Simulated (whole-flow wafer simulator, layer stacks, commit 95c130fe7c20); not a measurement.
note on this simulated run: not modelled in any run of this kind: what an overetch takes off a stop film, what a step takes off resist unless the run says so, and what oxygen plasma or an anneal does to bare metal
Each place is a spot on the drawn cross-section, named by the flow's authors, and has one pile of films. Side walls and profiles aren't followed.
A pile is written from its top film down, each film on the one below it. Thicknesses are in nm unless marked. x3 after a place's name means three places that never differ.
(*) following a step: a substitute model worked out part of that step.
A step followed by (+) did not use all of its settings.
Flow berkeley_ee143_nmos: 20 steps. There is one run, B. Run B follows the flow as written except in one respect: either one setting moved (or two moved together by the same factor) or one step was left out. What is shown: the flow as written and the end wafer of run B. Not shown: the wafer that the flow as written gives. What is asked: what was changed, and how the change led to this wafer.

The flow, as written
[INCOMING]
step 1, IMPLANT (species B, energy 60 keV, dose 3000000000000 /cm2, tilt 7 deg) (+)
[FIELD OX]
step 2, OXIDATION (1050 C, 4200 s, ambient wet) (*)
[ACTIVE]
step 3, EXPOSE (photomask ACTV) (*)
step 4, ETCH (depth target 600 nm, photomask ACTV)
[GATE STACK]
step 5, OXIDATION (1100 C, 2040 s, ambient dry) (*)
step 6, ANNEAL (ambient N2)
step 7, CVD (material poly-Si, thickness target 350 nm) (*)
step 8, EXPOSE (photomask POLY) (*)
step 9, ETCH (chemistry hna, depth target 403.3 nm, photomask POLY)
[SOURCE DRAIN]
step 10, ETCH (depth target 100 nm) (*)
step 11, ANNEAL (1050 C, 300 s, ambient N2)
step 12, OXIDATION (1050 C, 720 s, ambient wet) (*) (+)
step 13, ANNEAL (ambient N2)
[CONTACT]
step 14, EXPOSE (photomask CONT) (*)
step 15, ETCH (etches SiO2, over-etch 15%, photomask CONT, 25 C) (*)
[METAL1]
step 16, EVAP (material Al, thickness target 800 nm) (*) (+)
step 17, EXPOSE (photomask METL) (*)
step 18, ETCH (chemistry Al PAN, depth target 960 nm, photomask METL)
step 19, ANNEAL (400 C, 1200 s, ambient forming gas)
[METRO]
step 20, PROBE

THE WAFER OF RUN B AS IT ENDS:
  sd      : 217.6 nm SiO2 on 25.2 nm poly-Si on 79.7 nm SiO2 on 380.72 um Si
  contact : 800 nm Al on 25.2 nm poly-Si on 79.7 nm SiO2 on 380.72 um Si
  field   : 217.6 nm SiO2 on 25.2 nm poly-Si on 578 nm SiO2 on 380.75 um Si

What caused this: step 9, ETCH: depth target 229.1 nm was run, though the flow has depth target 403.3 nm.

The path from the change to this, step by step:
  step 9, ETCH (chemistry hna, depth target 403.3 nm, photomask POLY)
      sd, contact, field: -229.1 poly-Si (in the flow as written it would be: -350 poly-Si (all of it))
  step 10, ETCH (depth target 100 nm) (*)
      sd, contact: nothing (in the flow as written it would be: -79.7 SiO2 (all of it))
      field: nothing (in the flow as written it would be: -100 SiO2)
  step 12, OXIDATION (1050 C, 720 s, ambient wet) (*) (+)
      sd, contact: +217.6 SiO2 (new film), -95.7 poly-Si (in the flow as written it would be: +189.4 SiO2 (new film), -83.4 Si)
      field: +217.6 SiO2 (new film), -95.7 poly-Si (in the flow as written it would be: +69.1 SiO2, -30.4 Si)
  step 15, ETCH (etches SiO2, over-etch 15%, photomask CONT, 25 C) (*)
      contact: -217.6 SiO2 (all of it) (in the flow as written it would be: -189.4 SiO2 (all of it))
